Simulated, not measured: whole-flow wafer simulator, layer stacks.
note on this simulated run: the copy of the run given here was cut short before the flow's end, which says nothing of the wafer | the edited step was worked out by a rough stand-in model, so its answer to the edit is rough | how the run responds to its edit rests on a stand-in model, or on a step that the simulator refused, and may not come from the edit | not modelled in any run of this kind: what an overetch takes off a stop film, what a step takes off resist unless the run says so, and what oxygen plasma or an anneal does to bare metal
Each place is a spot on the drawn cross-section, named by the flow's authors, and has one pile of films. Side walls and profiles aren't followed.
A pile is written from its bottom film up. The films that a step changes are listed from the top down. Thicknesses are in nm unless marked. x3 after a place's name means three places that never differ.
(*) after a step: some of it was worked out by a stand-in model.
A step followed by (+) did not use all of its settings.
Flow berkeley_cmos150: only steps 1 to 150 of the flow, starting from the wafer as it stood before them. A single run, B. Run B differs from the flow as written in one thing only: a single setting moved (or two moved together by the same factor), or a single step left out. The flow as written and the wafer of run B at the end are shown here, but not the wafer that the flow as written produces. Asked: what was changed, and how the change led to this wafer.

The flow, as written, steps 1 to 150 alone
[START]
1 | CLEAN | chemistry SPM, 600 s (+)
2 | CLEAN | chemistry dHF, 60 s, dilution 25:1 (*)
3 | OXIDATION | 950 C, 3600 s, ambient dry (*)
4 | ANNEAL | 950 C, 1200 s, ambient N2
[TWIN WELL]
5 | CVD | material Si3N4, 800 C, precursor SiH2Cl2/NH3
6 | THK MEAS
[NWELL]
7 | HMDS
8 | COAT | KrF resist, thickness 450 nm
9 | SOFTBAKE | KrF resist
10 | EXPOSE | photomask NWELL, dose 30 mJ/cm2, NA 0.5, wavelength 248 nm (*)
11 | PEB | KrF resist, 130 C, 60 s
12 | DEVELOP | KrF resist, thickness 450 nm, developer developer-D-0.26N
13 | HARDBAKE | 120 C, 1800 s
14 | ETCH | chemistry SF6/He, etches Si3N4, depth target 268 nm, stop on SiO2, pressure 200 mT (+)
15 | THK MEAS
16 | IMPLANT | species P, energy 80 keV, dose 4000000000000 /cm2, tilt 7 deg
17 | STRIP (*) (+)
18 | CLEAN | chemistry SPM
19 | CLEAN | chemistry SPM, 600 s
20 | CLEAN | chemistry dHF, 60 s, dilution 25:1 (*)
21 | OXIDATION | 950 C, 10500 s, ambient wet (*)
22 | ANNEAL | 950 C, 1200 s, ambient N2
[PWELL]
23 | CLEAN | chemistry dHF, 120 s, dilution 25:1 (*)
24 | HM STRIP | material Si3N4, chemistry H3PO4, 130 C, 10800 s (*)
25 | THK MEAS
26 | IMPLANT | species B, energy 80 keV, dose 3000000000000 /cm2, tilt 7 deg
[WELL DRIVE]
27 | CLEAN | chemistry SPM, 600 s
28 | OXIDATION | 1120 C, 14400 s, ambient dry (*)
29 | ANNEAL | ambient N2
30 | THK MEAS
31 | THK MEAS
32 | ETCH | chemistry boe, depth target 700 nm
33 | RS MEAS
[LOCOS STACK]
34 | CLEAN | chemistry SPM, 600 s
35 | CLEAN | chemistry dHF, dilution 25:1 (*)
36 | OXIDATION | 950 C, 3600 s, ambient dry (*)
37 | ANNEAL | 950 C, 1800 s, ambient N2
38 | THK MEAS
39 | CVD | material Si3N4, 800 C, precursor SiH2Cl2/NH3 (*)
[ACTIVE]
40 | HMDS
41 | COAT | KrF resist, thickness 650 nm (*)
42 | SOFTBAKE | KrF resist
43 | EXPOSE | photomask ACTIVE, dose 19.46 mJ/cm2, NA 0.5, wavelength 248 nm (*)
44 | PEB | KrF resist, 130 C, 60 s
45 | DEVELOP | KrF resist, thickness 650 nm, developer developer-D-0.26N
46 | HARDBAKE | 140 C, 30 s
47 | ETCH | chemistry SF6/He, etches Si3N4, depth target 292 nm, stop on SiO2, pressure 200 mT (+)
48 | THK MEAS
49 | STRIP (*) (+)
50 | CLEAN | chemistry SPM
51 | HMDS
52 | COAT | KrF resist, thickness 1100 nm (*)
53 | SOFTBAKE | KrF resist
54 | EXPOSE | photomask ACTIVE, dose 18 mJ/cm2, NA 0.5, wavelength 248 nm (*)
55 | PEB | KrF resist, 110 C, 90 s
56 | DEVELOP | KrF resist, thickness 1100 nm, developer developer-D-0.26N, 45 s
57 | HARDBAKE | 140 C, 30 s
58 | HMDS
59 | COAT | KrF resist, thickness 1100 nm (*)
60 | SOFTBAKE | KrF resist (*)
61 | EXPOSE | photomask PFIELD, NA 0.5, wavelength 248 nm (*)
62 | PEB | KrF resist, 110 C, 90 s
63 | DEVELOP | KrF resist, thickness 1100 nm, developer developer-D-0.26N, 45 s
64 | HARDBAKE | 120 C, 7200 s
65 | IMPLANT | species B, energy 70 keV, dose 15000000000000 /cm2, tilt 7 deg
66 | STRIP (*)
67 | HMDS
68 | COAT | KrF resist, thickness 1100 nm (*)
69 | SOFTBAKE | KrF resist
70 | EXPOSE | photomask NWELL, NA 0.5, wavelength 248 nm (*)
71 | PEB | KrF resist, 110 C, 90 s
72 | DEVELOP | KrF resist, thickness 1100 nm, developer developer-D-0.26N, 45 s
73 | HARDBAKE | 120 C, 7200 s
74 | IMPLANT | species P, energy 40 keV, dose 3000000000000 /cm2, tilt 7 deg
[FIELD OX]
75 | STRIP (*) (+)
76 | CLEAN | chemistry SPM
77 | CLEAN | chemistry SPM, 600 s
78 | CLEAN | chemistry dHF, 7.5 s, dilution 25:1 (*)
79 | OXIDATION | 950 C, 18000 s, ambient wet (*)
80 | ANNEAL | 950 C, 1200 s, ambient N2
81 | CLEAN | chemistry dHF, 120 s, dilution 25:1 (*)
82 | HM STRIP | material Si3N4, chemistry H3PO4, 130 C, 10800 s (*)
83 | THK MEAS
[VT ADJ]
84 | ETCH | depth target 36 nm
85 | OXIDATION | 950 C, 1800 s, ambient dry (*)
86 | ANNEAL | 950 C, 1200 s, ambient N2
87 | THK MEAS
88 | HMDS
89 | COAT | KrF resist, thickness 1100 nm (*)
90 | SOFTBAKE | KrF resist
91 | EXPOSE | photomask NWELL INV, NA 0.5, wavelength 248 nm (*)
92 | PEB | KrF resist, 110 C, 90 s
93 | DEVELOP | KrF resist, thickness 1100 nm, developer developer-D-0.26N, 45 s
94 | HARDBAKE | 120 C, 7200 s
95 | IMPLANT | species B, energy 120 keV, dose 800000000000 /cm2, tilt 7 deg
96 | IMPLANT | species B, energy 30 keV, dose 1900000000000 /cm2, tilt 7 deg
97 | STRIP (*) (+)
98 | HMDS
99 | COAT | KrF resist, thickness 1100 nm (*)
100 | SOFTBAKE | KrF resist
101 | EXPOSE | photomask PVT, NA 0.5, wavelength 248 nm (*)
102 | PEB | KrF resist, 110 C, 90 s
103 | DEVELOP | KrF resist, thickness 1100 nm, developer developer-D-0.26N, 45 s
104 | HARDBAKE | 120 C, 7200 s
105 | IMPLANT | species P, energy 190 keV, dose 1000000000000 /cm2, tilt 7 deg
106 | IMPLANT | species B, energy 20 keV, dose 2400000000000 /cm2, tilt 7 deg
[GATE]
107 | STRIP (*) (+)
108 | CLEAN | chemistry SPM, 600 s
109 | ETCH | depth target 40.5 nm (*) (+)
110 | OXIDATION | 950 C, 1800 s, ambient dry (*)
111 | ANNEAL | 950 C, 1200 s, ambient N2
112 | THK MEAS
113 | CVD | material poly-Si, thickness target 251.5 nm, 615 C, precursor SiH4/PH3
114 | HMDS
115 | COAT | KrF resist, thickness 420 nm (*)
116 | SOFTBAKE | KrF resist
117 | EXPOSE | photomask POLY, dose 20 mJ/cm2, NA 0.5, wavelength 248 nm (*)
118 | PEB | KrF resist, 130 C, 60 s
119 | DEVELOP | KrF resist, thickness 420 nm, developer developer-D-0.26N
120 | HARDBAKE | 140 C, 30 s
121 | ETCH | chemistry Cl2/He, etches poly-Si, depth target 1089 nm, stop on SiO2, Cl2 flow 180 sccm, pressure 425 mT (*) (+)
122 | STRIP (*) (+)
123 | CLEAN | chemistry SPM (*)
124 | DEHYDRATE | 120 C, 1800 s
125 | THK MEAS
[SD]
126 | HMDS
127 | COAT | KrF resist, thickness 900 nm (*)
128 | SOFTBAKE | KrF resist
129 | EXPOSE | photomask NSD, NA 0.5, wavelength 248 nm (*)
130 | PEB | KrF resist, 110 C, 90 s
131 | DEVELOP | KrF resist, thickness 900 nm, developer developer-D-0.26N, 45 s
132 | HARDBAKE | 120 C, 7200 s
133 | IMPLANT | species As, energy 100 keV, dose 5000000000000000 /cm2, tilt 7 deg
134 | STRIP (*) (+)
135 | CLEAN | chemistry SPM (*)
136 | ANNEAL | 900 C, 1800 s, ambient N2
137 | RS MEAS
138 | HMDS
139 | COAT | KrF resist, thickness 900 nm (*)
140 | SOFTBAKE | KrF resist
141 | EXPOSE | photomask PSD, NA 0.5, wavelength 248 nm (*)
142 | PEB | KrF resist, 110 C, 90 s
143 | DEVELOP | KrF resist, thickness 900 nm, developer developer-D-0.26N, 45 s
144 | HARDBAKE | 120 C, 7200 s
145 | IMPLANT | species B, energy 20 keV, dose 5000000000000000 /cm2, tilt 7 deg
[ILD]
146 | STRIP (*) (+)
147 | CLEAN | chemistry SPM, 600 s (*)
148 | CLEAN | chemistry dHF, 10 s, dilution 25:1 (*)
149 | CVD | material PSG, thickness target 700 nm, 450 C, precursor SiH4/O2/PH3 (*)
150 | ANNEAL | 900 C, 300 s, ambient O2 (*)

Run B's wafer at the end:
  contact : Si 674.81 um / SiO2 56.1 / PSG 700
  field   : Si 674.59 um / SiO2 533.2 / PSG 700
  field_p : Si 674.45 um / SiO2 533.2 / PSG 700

Cause: step 85, OXIDATION: 1140 C was run, though the flow has 950 C.

The path from the change to this, step by step:
  85 | OXIDATION | 950 C, 1800 s, ambient dry (*)
      gate_n, sd_p, gate_p, contact, m1: +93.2 SiO2 (new film), -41 Si (it would be, as written: +20.4 SiO2 (new film), -8.98 Si)
      field, field_p: +13.1 SiO2, -5.75 Si (it would be, as written: +2.35 SiO2, -1.04 Si)
      (also at 1 further place)
  109 | ETCH | depth target 40.5 nm (*) (+)
      gate_n, sd_p, gate_p, contact, m1: -40.5 SiO2 (it would be, as written: -20.4 SiO2 (all of it))
      sd_n: -40.5 SiO2 (it would be, as written: -40.4 SiO2 (all of it))
  110 | OXIDATION | 950 C, 1800 s, ambient dry (*)
      gate_n, sd_p, gate_p, contact, m1: +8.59 SiO2, -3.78 Si (it would be, as written: +20.4 SiO2 (new film), -8.98 Si)
      sd_n: +8.29 SiO2, -3.65 Si (it would be, as written: +20.4 SiO2 (new film), -8.98 Si)
  115 | COAT | KrF resist, thickness 420 nm (*)
      sd_n: +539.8 KrF resist (new film) (it would be, as written: +563.4 KrF resist (new film))
  119 | DEVELOP | KrF resist, thickness 420 nm, developer developer-D-0.26N
      sd_n: -539.1 KrF resist (all of it) (it would be, as written: -562.5 KrF resist (all of it))
  127 | COAT | KrF resist, thickness 900 nm (*)
      sd_n: +1038.5 KrF resist (new film) (it would be, as written: +1061.7 KrF resist (new film))
  131 | DEVELOP | KrF resist, thickness 900 nm, developer developer-D-0.26N, 45 s
      sd_n: -1031.3 KrF resist (all of it) (it would be, as written: -1054.3 KrF resist (all of it))
  139 | COAT | KrF resist, thickness 900 nm (*)
      sd_n: +1038.4 KrF resist (new film) (it would be, as written: +1061.7 KrF resist (new film))
  146 | STRIP (*) (+)
      sd_n: -1001.4 KrF resist (all of it) (it would be, as written: -1024.1 KrF resist (all of it))
